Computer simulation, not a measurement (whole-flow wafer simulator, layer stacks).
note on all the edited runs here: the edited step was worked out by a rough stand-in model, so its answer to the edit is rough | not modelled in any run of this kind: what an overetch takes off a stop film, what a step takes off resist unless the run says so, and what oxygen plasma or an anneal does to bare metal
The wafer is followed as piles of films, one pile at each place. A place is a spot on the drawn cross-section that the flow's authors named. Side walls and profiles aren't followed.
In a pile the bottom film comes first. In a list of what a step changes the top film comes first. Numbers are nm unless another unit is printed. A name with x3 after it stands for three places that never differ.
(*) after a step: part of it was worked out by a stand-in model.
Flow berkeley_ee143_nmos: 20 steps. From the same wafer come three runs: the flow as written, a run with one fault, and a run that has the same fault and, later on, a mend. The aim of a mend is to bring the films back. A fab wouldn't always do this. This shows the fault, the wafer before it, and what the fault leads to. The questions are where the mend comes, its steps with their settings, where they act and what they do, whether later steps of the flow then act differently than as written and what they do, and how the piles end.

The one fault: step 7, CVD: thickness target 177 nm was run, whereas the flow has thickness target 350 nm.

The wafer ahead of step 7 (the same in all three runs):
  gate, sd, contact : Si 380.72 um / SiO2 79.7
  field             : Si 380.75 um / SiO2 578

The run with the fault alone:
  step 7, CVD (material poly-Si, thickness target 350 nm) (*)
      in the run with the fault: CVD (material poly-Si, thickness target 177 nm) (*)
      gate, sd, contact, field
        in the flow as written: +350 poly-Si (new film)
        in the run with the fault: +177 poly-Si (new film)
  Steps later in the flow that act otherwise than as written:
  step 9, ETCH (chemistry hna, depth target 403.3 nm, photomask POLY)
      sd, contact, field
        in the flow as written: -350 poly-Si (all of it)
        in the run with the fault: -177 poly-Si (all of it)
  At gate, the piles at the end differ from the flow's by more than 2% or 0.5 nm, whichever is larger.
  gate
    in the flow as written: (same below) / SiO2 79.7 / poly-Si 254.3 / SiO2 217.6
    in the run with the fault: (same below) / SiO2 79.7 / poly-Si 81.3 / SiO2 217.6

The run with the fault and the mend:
  The mend stands after step 7.
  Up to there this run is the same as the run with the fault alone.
  step 7a, CVD (material poly-Si, thickness target 173 nm) (*) (a further turn of the flow's step 7, with different settings)
      gate, sd, contact, field
        +173 poly-Si
  None of the later steps of the flow acts differently than as written at any place that is followed.
  At every place that both follow, the piles at the end match the flow's.
